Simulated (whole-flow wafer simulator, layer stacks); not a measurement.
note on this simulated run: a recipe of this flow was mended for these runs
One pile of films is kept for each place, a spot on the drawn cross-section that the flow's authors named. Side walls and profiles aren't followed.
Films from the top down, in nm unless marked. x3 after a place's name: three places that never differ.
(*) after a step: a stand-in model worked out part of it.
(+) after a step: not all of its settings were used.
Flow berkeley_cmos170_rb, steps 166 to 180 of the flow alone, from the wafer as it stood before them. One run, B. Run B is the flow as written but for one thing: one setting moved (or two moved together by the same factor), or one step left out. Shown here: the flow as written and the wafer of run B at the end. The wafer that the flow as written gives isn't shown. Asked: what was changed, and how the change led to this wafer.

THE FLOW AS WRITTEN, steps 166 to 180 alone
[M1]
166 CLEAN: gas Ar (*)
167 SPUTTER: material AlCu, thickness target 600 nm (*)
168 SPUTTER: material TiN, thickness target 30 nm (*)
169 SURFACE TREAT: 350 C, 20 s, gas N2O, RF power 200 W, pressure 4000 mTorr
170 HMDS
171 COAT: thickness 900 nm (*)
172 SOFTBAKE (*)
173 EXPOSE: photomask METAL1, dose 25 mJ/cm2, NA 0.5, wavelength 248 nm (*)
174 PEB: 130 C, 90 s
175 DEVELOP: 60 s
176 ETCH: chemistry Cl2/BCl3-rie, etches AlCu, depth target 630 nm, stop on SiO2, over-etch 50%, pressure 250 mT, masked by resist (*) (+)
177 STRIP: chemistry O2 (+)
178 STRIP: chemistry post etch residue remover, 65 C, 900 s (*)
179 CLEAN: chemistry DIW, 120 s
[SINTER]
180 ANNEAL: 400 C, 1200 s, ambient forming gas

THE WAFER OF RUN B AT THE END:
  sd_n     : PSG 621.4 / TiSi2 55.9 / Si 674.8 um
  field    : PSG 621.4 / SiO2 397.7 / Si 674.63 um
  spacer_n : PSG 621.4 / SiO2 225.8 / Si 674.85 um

The cause: step 167, SPUTTER: thickness target 330 nm was run, where the flow has thickness target 600 nm.

How the change led to this, step by step:
  167 SPUTTER: material AlCu, thickness target 600 nm (*)
      field, sd_n, spacer_n, gate, spacer_p, gate_p, m1: AlCu +330 (new film) (as written it would be: AlCu +600 (new film))
      sd_p: AlCu +296.1 (new film) (as written it would be: AlCu +549.6 (new film))
      (and at 1 more place)
  168 SPUTTER: material TiN, thickness target 30 nm (*)
      contact: TiN +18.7 (new film) (as written it would be: TiN +16.3 (new film))
  171 COAT: thickness 900 nm (*)
      contact: KrF-resist +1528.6 (new film) (as written it would be: KrF-resist +1612.7 (new film))
  176 ETCH: chemistry Cl2/BCl3-rie, etches AlCu, depth target 630 nm, stop on SiO2, over-etch 50%, pressure 250 mT, masked by resist (*) (+)
      field, sd_n, spacer_n, gate, spacer_p, gate_p: TiN -30 (all of it), AlCu -330 (all of it), PSG -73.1 (as written it would be: TiN -30 (all of it), AlCu -600 (all of it), PSG -39.4)
      sd_p: TiN -26.1 (all of it), AlCu -296.1 (all of it), PSG -77.8 (as written it would be: TiN -25.8 (all of it), AlCu -549.6 (all of it), PSG -46.2)
  177 STRIP: chemistry O2 (+)
      contact: KrF-resist -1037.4 (all of it) (as written it would be: KrF-resist -1121.3 (all of it))
